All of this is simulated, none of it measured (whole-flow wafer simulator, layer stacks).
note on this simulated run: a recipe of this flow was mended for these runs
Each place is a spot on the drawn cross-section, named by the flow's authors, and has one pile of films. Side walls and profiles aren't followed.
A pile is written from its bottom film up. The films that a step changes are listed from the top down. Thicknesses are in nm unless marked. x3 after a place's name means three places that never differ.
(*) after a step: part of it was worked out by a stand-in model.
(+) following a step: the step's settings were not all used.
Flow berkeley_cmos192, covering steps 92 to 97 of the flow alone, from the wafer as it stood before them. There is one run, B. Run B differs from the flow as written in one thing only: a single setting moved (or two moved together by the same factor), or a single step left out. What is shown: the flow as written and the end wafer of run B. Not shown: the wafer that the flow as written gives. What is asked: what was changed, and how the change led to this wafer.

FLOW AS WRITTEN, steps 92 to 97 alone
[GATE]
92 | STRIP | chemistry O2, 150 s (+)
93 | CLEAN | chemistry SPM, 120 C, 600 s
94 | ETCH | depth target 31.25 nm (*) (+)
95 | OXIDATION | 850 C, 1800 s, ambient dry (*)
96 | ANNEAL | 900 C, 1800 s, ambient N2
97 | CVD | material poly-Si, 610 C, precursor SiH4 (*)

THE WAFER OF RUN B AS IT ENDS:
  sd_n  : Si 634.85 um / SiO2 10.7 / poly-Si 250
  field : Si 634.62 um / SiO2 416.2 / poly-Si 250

Cause: step 95, OXIDATION: 885 C was run, whereas the flow has 850 C.

How this came from the change, step by step:
  95 | OXIDATION | 850 C, 1800 s, ambient dry (*)
      sd_n, spacer_n, gate, sd_p, spacer_p x2, contact, m1: +10.7 SiO2 (new film), -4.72 Si (as written it would have been: +7.48 SiO2 (new film), -3.29 Si)
      field: +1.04 SiO2, -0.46 Si (as written it would have been: +0.53 SiO2, -0.23 Si)
